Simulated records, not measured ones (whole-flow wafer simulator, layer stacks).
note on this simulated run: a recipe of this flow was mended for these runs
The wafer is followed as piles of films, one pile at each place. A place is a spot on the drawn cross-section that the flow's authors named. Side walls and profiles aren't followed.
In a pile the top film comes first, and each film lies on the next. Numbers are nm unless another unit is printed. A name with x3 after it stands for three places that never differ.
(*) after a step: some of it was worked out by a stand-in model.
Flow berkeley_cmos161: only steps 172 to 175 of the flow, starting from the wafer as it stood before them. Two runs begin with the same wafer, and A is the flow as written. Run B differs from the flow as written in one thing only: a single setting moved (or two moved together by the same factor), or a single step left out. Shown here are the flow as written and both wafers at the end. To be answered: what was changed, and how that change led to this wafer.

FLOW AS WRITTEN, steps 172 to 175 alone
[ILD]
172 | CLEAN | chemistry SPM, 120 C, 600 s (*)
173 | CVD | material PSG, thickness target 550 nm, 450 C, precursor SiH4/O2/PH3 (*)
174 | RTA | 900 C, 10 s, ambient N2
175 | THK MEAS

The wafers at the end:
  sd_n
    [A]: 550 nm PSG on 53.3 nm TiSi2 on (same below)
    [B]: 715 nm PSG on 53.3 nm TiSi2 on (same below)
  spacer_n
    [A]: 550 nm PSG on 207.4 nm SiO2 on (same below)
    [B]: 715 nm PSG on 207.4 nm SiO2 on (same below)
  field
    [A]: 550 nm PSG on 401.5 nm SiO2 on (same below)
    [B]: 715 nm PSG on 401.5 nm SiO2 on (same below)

Cause: step 173, CVD: thickness target 715 nm was run, whereas the flow has thickness target 550 nm.
The wafer lets one read it off: sd_n has PSG 715, and step 173 as written asks for 550 nm.

The path from the change to this, step by step:
  173 | CVD | material PSG, thickness target 550 nm, 450 C, precursor SiH4/O2/PH3 (*)
      field, sd_n, spacer_n, gate_n, spacer_p, gate_p, contact x2: A +550 PSG (new film) | B +715 PSG (new film)
      sd_p: A +522.4 PSG (new film) | B +676.2 PSG (new film)
